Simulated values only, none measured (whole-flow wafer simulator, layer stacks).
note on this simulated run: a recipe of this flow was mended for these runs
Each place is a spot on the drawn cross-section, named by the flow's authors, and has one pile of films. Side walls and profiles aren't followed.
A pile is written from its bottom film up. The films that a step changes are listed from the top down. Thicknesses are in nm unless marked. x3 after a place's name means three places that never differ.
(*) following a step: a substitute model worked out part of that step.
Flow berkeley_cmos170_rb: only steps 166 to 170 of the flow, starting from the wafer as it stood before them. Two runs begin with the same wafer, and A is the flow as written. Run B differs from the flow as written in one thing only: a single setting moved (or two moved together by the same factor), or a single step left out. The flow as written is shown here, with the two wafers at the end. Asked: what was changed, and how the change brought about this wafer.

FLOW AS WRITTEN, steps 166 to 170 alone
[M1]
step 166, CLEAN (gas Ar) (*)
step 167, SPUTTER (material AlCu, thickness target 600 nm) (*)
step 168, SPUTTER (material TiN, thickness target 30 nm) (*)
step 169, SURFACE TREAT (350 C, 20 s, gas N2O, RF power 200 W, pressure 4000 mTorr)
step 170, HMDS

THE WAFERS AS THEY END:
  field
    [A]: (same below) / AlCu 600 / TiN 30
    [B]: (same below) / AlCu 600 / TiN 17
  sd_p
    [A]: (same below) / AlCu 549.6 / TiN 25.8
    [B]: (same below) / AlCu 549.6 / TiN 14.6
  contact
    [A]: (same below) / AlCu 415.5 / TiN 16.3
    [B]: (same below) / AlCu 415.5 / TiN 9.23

Cause: step 168, SPUTTER: thickness target 17 nm was run, while the flow as written has thickness target 30 nm.
The wafer itself shows it: field has TiN 17, and step 168 as written asks for 30 nm.

Step by step, how the change led to this:
  step 168, SPUTTER (material TiN, thickness target 30 nm) (*)
      field, sd_n, spacer_n, gate, spacer_p, gate_p, m1: A +30 TiN (new film) | B +17 TiN (new film)
      sd_p: A +25.8 TiN (new film) | B +14.6 TiN (new film)
      (and at 1 other place as well)
